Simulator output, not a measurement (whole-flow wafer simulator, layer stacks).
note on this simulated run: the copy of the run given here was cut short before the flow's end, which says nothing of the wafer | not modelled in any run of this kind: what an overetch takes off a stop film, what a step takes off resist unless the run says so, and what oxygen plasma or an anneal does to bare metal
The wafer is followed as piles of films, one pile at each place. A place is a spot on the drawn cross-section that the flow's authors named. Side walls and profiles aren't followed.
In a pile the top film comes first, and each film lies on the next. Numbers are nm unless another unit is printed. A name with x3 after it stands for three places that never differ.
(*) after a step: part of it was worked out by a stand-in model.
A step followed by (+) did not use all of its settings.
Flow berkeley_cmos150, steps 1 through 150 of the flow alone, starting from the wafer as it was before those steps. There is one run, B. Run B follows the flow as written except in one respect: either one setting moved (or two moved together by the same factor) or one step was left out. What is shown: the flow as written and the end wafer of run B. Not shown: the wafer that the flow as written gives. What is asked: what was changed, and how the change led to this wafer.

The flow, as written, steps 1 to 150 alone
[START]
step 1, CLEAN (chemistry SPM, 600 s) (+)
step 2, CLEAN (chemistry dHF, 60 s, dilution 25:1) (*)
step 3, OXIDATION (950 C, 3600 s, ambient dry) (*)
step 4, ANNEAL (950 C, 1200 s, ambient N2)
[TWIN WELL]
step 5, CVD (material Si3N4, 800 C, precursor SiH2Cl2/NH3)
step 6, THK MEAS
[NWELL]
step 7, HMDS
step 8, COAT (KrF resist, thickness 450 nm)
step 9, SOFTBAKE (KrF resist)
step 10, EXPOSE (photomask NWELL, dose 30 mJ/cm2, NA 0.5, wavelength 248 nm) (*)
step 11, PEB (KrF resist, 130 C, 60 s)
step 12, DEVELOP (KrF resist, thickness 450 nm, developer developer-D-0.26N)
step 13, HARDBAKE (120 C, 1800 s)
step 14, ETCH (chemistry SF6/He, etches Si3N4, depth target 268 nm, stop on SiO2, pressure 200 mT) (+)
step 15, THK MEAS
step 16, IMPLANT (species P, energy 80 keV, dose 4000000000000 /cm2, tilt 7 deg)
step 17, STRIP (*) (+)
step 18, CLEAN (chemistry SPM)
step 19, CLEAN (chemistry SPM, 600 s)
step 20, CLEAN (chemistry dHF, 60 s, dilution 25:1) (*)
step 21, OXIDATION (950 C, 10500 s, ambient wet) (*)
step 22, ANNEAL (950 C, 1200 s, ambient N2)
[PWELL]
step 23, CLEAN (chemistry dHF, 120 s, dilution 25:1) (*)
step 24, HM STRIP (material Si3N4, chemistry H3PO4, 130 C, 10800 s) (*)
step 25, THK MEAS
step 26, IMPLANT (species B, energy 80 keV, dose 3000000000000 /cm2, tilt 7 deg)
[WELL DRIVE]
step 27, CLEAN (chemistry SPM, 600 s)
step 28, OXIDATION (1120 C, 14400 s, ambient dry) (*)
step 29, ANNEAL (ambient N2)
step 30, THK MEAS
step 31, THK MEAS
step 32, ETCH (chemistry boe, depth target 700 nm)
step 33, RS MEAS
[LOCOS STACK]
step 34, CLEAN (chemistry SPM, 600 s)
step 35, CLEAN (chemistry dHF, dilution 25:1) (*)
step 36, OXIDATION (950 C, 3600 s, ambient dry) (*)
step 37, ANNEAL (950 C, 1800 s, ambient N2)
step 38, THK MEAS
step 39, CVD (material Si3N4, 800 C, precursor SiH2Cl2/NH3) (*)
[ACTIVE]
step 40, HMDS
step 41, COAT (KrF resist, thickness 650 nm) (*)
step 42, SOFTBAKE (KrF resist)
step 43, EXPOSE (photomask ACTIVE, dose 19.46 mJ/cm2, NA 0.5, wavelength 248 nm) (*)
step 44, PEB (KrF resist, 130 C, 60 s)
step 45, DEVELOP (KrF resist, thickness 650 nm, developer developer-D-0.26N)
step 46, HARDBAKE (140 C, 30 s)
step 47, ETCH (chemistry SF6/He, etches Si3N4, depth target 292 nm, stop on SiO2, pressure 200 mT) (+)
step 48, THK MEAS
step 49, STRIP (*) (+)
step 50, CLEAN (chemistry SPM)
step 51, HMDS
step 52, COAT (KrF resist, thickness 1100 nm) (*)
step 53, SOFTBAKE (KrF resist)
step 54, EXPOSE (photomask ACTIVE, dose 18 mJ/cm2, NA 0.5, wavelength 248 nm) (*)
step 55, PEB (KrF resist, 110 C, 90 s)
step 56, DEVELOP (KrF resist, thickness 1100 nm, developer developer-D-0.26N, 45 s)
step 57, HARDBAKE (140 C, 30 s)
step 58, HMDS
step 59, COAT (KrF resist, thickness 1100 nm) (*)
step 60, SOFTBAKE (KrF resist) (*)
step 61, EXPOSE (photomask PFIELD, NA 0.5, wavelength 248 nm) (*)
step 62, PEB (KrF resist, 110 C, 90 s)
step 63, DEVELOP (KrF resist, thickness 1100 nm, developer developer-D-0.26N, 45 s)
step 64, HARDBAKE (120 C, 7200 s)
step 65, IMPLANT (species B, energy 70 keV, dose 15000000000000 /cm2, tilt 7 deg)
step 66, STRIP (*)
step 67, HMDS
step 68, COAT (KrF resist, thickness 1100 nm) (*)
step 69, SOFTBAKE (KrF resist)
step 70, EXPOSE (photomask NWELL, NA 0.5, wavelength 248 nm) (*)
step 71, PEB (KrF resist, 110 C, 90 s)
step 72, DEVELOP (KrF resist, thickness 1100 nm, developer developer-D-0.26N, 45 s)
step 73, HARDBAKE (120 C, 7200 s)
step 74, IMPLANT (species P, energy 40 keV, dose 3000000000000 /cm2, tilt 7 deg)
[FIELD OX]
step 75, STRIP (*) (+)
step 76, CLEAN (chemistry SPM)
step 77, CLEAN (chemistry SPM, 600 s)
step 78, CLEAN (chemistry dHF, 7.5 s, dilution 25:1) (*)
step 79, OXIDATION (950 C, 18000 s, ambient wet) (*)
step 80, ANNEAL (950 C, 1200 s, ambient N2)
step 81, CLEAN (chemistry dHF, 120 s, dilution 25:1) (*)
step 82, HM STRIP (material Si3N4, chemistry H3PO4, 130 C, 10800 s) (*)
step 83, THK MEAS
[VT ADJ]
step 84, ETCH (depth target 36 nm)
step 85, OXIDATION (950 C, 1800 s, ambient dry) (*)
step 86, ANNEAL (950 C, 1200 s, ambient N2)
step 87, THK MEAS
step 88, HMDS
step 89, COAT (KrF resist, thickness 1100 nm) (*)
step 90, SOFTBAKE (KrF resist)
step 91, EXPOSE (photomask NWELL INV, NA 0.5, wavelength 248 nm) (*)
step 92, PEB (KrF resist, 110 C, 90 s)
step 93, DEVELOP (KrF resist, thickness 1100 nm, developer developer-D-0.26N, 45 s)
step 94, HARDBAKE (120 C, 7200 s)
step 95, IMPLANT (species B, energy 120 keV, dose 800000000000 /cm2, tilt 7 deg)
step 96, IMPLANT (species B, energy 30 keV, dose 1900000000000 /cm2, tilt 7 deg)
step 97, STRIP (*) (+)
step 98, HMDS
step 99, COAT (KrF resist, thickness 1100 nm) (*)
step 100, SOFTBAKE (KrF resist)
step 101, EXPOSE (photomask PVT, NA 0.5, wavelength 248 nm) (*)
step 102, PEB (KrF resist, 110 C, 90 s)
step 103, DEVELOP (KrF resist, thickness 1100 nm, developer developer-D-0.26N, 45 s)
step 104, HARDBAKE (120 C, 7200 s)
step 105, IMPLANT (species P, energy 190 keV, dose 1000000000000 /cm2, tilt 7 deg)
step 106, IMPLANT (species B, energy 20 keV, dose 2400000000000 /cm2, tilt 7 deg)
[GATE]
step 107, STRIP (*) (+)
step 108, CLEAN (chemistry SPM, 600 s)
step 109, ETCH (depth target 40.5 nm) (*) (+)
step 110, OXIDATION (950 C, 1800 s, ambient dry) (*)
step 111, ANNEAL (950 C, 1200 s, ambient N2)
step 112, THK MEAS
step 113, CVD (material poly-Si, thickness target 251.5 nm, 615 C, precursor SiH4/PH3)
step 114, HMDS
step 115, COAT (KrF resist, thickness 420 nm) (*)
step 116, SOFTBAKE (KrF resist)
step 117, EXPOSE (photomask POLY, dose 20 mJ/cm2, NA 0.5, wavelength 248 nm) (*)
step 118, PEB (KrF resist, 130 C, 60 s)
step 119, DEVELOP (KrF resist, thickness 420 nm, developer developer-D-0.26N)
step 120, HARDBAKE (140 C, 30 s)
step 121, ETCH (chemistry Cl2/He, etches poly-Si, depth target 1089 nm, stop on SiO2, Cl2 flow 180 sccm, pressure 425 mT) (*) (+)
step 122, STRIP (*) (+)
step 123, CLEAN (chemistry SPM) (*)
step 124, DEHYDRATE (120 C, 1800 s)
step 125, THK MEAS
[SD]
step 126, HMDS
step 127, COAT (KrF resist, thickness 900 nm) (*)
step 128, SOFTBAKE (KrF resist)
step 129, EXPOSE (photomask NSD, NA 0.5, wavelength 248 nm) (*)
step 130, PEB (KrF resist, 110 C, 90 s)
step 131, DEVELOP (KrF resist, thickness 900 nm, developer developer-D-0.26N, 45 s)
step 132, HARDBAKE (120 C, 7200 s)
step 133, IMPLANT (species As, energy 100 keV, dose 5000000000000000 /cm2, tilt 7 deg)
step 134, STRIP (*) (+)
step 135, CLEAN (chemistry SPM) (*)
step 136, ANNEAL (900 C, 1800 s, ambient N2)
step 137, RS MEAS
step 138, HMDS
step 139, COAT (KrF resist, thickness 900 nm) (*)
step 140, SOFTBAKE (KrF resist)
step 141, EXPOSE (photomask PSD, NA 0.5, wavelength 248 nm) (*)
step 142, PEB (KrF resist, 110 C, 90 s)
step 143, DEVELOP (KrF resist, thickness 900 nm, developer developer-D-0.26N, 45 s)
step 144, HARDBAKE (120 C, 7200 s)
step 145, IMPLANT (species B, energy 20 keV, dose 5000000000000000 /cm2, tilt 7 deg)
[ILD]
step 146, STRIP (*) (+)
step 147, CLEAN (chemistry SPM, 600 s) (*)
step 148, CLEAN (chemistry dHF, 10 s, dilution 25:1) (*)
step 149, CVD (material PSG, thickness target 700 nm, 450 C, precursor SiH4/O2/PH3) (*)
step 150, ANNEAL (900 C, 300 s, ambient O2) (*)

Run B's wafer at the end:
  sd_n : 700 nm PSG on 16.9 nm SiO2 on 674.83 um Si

Cause: step 80, ANNEAL: 1140 C was run, while the flow as written has 950 C.

How this came from the change, step by step:
  step 85, OXIDATION (950 C, 1800 s, ambient dry) (*)
      sd_n: SiO2 gains 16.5, Si loses 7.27 (in the flow as written it would be: SiO2 gains 12.2, Si loses 5.35)
  step 109, ETCH (depth target 40.5 nm) (*) (+)
      sd_n: SiO2 loses 40.5 (in the flow as written it would be: SiO2 loses 40.4 (all of it))
  step 110, OXIDATION (950 C, 1800 s, ambient dry) (*)
      sd_n: SiO2 gains 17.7, Si loses 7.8 (in the flow as written it would be: SiO2 gains 20.4 (new film), Si loses 8.98)
